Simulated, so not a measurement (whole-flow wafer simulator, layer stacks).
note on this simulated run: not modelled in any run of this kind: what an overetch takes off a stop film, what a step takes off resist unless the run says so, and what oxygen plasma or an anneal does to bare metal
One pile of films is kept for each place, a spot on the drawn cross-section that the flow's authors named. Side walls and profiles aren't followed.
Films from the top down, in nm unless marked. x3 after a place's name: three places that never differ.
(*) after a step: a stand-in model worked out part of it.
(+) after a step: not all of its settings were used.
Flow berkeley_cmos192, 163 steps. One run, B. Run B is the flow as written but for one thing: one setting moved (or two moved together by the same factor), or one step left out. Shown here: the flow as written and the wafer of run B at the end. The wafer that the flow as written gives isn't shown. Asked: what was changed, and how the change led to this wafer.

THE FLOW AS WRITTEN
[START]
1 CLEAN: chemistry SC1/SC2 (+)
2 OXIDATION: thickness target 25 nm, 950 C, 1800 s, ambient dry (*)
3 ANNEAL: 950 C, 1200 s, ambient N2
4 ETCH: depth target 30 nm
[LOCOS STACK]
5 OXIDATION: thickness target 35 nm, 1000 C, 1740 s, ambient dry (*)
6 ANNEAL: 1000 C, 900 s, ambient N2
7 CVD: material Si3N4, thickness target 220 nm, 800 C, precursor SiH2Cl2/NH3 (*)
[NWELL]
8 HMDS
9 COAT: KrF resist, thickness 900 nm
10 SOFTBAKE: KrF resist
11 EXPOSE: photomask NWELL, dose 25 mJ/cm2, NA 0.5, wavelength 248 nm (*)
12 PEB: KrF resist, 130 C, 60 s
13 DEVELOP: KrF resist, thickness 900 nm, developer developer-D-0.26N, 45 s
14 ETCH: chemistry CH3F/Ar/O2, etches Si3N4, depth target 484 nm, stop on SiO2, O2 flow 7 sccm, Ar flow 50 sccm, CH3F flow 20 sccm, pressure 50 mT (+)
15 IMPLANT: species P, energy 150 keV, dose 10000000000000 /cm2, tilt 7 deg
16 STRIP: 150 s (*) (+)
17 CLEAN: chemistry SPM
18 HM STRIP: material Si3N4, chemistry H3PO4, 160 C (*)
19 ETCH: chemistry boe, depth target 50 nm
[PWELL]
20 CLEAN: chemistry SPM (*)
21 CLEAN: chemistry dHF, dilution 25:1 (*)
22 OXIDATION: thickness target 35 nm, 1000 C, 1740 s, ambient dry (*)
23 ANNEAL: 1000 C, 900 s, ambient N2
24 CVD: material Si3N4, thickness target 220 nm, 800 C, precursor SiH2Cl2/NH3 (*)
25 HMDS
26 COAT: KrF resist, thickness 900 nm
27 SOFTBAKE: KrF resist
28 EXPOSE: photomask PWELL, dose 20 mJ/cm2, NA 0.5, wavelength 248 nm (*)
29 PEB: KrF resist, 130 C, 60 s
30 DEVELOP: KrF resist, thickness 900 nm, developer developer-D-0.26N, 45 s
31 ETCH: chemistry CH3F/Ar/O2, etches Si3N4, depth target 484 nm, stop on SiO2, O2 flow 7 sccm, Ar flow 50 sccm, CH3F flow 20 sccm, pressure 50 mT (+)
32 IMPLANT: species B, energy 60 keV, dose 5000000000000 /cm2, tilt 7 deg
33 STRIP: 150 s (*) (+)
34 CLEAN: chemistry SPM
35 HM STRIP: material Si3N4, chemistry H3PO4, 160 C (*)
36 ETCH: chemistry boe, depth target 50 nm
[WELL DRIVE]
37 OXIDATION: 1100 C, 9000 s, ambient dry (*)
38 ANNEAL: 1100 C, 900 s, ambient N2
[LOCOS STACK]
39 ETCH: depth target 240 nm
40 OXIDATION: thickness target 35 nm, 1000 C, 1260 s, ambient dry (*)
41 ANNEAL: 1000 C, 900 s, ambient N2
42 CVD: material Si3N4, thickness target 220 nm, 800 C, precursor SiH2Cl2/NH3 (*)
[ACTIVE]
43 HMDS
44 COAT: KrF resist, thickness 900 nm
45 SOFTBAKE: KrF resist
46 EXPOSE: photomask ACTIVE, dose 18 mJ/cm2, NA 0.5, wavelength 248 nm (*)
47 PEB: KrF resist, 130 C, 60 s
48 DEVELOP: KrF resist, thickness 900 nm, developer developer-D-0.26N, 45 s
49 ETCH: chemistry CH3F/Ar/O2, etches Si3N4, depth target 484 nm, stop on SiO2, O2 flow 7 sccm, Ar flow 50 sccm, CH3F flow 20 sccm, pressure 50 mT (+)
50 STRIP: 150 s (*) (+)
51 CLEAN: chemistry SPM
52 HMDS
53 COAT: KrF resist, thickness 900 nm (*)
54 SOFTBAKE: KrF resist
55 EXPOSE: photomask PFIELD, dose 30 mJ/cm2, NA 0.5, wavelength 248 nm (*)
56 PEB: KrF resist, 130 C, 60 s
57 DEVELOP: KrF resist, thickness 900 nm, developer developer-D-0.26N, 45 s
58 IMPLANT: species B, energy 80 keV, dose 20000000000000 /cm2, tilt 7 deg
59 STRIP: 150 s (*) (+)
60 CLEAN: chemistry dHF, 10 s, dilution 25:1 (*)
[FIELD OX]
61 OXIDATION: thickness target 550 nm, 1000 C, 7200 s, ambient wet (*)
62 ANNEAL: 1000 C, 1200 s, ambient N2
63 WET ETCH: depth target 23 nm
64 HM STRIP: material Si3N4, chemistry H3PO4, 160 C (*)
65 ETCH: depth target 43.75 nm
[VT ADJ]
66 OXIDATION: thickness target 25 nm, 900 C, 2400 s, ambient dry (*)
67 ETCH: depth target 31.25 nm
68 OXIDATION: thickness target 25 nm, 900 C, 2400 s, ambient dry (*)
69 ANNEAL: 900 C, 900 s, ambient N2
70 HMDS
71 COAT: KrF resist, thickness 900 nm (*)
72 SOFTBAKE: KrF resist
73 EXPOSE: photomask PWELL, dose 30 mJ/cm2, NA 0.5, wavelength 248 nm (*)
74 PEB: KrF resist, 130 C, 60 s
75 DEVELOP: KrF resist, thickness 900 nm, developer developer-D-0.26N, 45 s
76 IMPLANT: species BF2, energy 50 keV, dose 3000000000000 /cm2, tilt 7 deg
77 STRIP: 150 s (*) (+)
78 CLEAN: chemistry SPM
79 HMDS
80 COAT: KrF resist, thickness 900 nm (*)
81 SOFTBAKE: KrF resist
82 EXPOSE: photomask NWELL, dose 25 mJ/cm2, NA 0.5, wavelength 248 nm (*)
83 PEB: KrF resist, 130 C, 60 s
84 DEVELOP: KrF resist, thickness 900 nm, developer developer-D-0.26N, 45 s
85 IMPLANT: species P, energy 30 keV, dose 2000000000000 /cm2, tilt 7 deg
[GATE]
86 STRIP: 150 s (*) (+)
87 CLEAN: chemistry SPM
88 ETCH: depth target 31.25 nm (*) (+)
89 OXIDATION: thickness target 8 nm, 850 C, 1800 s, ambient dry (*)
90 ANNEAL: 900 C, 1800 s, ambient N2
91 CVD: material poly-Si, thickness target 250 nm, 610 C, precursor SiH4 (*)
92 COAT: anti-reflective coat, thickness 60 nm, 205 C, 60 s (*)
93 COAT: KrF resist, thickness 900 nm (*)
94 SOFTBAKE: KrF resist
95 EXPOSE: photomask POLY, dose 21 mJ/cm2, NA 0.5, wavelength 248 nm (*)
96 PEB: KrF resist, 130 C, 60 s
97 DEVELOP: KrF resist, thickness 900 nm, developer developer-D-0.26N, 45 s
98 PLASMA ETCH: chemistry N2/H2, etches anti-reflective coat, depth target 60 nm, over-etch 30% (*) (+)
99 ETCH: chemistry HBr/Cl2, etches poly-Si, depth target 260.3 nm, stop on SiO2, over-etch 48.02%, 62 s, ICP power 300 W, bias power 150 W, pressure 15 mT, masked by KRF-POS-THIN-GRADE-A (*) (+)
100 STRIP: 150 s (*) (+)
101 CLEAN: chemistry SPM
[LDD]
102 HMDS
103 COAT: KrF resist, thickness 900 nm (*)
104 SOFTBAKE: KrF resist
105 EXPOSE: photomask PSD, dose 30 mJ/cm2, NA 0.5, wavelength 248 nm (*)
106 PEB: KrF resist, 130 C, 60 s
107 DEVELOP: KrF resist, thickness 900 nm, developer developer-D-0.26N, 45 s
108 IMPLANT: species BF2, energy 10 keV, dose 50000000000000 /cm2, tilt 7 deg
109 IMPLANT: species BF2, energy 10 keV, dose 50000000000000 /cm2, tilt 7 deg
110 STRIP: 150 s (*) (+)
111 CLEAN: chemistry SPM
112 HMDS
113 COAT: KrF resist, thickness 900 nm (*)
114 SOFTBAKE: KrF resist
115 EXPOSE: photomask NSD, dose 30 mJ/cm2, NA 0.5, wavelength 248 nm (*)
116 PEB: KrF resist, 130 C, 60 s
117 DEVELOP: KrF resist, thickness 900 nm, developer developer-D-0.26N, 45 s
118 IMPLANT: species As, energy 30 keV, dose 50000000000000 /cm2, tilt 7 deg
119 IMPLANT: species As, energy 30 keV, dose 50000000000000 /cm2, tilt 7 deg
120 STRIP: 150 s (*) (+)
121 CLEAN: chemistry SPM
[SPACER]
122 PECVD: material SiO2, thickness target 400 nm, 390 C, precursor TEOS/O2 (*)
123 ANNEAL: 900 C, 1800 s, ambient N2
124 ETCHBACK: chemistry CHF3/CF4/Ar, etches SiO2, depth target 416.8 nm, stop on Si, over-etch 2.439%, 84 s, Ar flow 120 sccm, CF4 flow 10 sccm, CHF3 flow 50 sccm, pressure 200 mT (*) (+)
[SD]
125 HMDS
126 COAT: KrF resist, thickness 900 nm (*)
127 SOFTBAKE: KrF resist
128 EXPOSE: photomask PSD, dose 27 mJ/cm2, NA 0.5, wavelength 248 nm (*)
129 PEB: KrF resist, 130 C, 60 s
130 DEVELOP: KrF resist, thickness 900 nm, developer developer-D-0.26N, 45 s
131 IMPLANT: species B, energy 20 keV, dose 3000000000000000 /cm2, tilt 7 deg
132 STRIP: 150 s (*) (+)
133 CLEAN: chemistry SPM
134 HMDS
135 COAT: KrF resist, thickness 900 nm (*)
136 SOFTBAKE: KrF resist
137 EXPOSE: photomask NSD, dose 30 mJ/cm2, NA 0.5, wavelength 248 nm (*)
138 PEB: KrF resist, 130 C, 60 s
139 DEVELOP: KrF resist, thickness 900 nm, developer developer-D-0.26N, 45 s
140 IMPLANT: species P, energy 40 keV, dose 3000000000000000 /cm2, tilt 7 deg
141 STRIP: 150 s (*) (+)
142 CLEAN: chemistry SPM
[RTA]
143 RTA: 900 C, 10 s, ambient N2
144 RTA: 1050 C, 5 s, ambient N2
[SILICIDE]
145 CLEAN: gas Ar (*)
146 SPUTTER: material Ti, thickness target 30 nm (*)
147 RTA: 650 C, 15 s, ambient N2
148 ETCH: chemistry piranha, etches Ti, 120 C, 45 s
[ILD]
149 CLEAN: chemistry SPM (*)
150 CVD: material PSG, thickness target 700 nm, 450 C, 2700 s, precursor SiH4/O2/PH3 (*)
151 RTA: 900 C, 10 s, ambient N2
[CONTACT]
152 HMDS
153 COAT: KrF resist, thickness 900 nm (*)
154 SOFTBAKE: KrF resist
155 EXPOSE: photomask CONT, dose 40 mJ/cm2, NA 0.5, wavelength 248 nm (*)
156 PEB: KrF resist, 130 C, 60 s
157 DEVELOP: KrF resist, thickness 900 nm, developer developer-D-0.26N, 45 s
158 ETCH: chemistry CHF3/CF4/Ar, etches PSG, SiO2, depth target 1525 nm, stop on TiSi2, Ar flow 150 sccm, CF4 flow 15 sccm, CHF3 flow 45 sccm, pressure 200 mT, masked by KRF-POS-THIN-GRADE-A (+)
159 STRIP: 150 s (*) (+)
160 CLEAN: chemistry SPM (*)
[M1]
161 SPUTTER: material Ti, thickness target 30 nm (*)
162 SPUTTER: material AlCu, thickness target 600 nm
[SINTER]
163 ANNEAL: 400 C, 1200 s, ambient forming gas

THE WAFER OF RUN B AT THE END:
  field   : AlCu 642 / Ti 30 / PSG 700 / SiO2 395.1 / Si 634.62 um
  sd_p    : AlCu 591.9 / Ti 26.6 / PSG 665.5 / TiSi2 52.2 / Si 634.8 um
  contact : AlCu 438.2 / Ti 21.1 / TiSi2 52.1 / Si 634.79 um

The cause: step 162, SPUTTER: thickness target 642 nm was run, where the flow has thickness target 600 nm.
It can be read off the wafer: field has AlCu 642, and step 162 as written asks for 600 nm.

How the change led to this, step by step:
  162 SPUTTER: material AlCu, thickness target 600 nm
      field, sd_n, spacer_n, gate, spacer_p, gate_p, m1: AlCu +642 (new film) (as written it would be: AlCu +600 (new film))
      sd_p: AlCu +591.9 (new film) (as written it would be: AlCu +551.2 (new film))
      (and at 1 more place)
